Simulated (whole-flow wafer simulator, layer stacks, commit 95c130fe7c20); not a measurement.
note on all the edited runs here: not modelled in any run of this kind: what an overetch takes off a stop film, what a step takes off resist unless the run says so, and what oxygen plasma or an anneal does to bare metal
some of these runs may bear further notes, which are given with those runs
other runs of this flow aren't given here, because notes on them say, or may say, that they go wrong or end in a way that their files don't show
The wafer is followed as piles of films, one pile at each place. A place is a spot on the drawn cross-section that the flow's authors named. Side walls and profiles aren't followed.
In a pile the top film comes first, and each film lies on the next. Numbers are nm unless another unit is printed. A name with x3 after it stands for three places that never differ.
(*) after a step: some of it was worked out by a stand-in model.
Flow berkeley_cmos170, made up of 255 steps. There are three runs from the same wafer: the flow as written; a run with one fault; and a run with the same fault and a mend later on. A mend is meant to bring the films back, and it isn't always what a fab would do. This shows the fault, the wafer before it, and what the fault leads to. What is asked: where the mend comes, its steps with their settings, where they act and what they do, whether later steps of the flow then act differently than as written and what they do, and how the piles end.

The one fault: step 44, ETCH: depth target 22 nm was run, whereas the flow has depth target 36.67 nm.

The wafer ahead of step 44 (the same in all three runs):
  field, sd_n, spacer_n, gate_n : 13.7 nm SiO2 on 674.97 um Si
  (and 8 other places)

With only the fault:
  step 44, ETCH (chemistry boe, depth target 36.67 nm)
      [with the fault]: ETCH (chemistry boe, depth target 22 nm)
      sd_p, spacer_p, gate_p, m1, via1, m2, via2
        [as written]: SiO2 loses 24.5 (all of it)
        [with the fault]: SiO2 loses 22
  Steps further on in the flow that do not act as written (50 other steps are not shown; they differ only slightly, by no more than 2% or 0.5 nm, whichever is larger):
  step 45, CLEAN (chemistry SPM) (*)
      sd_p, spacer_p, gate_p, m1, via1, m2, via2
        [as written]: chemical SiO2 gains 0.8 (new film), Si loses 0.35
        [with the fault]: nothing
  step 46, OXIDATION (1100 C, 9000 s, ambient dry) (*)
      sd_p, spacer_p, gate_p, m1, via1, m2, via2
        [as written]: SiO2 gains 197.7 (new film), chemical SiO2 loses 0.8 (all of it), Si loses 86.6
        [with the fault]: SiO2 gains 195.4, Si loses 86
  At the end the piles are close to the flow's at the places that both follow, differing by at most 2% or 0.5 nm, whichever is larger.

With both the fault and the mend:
  The mend stands after step 44.
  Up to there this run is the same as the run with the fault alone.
  step 44a, ETCH (chemistry boe, depth target 14.67 nm) (a further turn of the flow's step 44, with different settings)
      sd_p, spacer_p, gate_p, m1, via1, m2, via2
        SiO2 loses 2.49 (all of it)
  Every later step of the flow that is run acts as written at every place that is followed.
  At every place that both follow, the piles at the end match the flow's.
